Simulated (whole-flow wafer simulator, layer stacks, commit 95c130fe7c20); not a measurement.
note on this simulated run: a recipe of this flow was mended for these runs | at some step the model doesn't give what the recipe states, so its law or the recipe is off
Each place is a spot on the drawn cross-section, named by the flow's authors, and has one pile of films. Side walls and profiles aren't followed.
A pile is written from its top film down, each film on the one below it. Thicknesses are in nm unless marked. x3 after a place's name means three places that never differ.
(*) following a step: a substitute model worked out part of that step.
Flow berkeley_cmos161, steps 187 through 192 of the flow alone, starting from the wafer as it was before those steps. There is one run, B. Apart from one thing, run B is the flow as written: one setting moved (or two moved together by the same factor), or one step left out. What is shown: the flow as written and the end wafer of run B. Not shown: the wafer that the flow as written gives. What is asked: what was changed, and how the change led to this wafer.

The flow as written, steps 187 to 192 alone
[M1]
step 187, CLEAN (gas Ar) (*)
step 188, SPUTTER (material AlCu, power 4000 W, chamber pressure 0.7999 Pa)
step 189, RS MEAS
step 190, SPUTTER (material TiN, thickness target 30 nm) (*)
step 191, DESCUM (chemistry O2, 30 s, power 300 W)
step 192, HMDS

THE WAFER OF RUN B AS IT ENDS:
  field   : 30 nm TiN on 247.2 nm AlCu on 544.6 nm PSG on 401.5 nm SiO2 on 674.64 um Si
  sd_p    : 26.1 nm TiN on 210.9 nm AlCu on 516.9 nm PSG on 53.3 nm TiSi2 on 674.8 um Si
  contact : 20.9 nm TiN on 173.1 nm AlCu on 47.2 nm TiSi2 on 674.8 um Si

What caused this: step 188, SPUTTER: power 3573 W was run, whereas the flow has power 4000 W.

The path from the change to this, step by step:
  step 188, SPUTTER (material AlCu, power 4000 W, chamber pressure 0.7999 Pa)
      field, sd_n, spacer_n, gate_n, spacer_p, gate_p, m1: +247.2 AlCu (new film) (it would be, as written: +275.8 AlCu (new film))
      sd_p: +210.9 AlCu (new film) (it would be, as written: +235.4 AlCu (new film))
      (and at 1 other place as well)
